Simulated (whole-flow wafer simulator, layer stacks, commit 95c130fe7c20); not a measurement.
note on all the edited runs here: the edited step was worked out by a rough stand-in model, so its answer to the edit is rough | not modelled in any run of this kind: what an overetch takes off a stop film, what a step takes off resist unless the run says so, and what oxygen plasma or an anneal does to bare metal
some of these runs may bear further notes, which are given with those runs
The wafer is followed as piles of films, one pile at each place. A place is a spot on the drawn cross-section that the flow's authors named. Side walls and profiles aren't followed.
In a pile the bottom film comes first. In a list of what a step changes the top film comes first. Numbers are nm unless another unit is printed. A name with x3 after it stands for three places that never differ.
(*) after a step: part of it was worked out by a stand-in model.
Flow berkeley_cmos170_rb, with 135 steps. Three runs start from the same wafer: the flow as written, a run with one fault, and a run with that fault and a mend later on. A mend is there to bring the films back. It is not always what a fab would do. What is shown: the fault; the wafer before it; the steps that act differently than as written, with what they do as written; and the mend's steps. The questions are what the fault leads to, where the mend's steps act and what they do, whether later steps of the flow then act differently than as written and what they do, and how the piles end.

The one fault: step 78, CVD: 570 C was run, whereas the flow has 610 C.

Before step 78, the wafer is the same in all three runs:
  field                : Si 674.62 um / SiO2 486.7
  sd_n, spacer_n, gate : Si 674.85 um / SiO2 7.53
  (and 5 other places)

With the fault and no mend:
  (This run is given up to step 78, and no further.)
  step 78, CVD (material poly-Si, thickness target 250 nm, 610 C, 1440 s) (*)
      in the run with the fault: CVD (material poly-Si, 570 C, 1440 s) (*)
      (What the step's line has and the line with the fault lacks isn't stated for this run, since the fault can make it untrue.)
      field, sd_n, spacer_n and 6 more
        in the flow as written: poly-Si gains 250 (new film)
        in the run with the fault: poly-Si gains 101 (new film)
  After step 78, at field, sd_n, spacer_n and 6 more, the piles differ from the flow's by more than 2% or 0.5 nm, whichever is larger.
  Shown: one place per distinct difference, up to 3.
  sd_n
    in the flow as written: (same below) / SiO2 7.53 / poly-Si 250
    in the run with the fault: (same below) / SiO2 7.53 / poly-Si 101
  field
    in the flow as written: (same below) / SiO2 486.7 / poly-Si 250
    in the run with the fault: (same below) / SiO2 486.7 / poly-Si 101

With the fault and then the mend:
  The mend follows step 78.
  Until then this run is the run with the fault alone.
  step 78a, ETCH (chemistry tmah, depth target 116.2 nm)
      field, sd_n, spacer_n and 6 more
        poly-Si loses 101 (all of it)
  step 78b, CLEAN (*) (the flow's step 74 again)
      does not change any film at any place that is followed
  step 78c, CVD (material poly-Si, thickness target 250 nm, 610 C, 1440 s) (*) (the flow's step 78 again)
      field, sd_n, spacer_n and 6 more
        poly-Si gains 250 (new film)
  None of the later steps of the flow acts differently than as written at any place that is followed.
  The piles end the same as the flow's at every place that both follow.
